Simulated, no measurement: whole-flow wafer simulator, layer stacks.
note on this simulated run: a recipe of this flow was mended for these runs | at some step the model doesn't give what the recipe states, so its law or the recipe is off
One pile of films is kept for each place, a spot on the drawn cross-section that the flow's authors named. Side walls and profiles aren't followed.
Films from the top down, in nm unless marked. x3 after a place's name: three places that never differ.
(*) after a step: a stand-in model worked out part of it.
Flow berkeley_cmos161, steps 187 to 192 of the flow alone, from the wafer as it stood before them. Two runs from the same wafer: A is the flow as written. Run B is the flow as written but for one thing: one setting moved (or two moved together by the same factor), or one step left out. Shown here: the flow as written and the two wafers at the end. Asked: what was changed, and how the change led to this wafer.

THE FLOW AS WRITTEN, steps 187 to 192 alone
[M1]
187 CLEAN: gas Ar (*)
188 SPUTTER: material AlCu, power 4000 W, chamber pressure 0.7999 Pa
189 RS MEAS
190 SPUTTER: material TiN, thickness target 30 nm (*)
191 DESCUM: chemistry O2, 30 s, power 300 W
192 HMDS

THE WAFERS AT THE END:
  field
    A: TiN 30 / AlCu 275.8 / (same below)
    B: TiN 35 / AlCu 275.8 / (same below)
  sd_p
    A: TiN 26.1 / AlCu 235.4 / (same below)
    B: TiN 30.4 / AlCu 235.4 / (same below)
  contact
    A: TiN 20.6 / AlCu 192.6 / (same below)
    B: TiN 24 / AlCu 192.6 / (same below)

The cause: step 190, SPUTTER: thickness target 35 nm was run, where the flow has thickness target 30 nm.
It can be read off the wafer: field has TiN 35, and step 190 as written asks for 30 nm.

How the change led to this, step by step:
  190 SPUTTER: material TiN, thickness target 30 nm (*)
      field, sd_n, spacer_n, gate_n, spacer_p, gate_p, m1: A TiN +30 (new film) | B TiN +35 (new film)
      sd_p: A TiN +26.1 (new film) | B TiN +30.4 (new film)
      (and at 1 more place)
